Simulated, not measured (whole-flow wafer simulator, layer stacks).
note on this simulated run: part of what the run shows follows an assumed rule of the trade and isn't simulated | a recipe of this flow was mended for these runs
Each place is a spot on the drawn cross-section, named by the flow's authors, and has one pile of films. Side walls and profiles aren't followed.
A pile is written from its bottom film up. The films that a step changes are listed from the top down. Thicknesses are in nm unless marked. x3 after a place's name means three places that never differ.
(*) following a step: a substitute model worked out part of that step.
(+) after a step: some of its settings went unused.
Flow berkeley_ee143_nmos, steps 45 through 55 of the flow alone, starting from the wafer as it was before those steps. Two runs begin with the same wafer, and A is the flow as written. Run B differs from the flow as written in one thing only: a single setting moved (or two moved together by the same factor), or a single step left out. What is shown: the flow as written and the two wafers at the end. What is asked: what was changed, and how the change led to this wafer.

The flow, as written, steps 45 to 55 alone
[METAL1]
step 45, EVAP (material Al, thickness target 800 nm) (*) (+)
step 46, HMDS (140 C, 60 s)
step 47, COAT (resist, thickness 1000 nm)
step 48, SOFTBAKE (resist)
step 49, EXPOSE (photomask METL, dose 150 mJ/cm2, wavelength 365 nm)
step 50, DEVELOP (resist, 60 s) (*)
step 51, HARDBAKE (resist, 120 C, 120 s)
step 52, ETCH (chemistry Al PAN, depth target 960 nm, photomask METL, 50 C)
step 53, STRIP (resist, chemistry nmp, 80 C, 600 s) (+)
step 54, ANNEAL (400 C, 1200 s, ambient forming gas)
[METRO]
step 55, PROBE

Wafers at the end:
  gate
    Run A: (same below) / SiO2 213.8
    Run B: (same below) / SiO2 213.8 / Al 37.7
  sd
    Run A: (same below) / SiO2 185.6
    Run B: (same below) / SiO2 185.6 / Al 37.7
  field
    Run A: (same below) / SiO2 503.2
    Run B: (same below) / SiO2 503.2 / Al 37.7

What caused this: step 52, ETCH: depth target 749 nm was run, while the flow as written has depth target 960 nm.

The path from the change to this, step by step:
  step 52, ETCH (chemistry Al PAN, depth target 960 nm, photomask METL, 50 C)
      gate, sd, field: A Al loses 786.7 (all of it) | B Al loses 749
With metal films that touch counted as one body, gate has 1 body; the flow as written gives 0 bodies.
With metal films that touch counted as one body, sd has 1 body; the flow as written gives 0 bodies.
With metal films that touch counted as one body, field has 1 body; the flow as written gives 0 bodies.
